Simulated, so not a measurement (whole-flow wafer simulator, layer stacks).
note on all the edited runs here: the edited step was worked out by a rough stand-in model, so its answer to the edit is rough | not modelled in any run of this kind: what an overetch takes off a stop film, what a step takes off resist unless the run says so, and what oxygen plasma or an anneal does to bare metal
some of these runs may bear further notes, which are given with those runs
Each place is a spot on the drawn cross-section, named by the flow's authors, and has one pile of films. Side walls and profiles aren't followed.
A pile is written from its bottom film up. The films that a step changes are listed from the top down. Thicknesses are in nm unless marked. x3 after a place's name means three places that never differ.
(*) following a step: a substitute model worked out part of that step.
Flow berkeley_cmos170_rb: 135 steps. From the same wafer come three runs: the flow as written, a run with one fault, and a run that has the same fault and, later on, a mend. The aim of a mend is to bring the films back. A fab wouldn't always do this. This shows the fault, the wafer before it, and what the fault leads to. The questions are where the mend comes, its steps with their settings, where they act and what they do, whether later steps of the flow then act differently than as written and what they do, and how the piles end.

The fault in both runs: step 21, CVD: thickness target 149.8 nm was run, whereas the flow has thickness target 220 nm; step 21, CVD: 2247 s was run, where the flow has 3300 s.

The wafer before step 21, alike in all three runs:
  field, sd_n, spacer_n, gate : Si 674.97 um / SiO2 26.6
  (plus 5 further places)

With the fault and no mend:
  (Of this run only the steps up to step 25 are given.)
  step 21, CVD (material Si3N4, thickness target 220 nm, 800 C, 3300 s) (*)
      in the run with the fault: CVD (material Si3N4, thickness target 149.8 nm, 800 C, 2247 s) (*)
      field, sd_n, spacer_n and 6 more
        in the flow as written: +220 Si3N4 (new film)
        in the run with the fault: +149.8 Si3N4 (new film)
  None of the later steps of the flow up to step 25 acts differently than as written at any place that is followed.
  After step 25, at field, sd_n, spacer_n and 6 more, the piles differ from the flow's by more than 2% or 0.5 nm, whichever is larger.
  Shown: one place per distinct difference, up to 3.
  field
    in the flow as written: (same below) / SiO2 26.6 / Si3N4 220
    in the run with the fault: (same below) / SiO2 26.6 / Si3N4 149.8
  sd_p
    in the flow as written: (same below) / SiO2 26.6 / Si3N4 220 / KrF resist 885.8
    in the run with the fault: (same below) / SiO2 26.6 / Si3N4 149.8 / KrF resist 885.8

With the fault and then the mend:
  The mend stands after step 21.
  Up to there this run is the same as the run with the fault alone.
  step 21a, ETCH (chemistry h3po4, depth target 171.8 nm) (the flow's step 16, run once more with other settings)
      field, sd_n, spacer_n and 6 more
        -149.8 Si3N4 (all of it)
  step 21b, CLEAN (*) (the flow's step 18, run once more)
      leaves every film unchanged at each place that is followed
  step 21c, CVD (material Si3N4, thickness target 220 nm, 800 C, 3300 s) (*) (the flow's step 21, run once more)
      field, sd_n, spacer_n and 6 more
        +220 Si3N4 (new film)
  None of the later steps of the flow acts differently than as written at any place that is followed.
  By the end, the piles equal the flow's at every place that both follow.
